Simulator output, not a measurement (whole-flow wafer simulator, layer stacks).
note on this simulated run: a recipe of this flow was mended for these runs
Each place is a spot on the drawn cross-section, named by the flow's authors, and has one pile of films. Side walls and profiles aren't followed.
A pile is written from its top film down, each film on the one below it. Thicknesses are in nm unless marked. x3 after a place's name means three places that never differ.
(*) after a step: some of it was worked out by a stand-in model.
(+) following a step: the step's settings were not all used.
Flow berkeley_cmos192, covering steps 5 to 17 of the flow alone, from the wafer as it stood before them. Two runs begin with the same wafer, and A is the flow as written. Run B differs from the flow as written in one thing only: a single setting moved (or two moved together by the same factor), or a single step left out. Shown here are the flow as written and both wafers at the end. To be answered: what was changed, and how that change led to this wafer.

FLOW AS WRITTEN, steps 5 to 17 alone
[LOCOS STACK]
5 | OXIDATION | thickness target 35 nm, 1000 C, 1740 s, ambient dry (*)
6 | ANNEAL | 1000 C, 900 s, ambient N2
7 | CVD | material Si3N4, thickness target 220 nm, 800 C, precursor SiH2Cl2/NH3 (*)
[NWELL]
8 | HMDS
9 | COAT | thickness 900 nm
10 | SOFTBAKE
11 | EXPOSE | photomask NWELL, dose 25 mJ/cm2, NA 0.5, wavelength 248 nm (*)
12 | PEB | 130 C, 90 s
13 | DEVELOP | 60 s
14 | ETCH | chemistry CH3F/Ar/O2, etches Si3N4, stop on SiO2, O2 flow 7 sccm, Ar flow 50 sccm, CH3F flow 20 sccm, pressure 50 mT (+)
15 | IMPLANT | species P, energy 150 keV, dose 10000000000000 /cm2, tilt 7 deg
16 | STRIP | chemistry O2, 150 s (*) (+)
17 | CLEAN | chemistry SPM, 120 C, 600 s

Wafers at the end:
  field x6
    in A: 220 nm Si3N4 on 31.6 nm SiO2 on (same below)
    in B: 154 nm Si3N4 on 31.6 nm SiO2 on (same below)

The reason: step 7, CVD: thickness target 154 nm was run, while the flow as written has thickness target 220 nm.
The wafer itself shows it: field x6 has Si3N4 154, and step 7 as written asks for 220 nm.

How this came from the change, step by step:
  7 | CVD | material Si3N4, thickness target 220 nm, 800 C, precursor SiH2Cl2/NH3 (*)
      field x6, sd_p x3: A +220 Si3N4 (new film) | B +154 Si3N4 (new film)
  14 | ETCH | chemistry CH3F/Ar/O2, etches Si3N4, stop on SiO2, O2 flow 7 sccm, Ar flow 50 sccm, CH3F flow 20 sccm, pressure 50 mT (+)
      field x6: A -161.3 KrF-resist | B -117.3 KrF-resist
      sd_p x3: A -220 Si3N4 (all of it), -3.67 SiO2 | B -154 Si3N4 (all of it), -3.67 SiO2
  16 | STRIP | chemistry O2, 150 s (*) (+)
      field x6: A -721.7 KrF-resist (all of it) | B -765.7 KrF-resist (all of it)
